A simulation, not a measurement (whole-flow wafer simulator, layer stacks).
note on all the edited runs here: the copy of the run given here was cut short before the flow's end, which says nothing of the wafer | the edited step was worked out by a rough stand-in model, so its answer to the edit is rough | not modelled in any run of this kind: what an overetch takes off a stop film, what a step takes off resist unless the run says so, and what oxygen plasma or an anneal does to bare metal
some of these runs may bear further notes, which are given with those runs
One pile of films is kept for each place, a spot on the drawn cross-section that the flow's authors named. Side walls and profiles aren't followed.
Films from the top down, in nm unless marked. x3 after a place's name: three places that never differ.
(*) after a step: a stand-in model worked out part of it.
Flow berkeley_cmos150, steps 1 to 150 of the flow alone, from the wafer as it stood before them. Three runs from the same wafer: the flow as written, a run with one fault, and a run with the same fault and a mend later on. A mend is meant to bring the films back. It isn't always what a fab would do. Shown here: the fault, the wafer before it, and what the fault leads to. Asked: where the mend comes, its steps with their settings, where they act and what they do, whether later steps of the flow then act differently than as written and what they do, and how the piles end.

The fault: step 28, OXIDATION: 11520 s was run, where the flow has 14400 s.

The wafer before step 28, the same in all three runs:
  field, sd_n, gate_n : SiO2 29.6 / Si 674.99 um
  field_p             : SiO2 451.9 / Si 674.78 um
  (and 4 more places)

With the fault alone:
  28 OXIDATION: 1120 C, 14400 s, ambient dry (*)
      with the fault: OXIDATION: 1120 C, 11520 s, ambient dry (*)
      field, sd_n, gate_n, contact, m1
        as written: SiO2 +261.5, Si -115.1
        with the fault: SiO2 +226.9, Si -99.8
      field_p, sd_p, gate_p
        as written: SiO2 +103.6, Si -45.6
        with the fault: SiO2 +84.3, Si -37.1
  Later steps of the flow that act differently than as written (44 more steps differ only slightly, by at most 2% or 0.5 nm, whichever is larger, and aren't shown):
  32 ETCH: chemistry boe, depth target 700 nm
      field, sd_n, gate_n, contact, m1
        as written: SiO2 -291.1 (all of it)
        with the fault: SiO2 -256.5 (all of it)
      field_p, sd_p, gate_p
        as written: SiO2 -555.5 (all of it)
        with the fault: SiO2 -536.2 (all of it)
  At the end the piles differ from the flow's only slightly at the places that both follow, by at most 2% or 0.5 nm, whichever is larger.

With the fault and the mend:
  The mend comes after step 28.
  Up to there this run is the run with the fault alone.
  28a OXIDATION: 1120 C, 2880 s, ambient dry (*) (the flow's step 28 once more, with other settings)
      field, sd_n, gate_n, contact, m1
        SiO2 +34.6, Si -15.2
      field_p, sd_p, gate_p
        SiO2 +19.3, Si -8.49
  No later step of the flow acts differently than as written at any place that is followed.
  At the end the piles are the same as the flow's at every place that both follow.
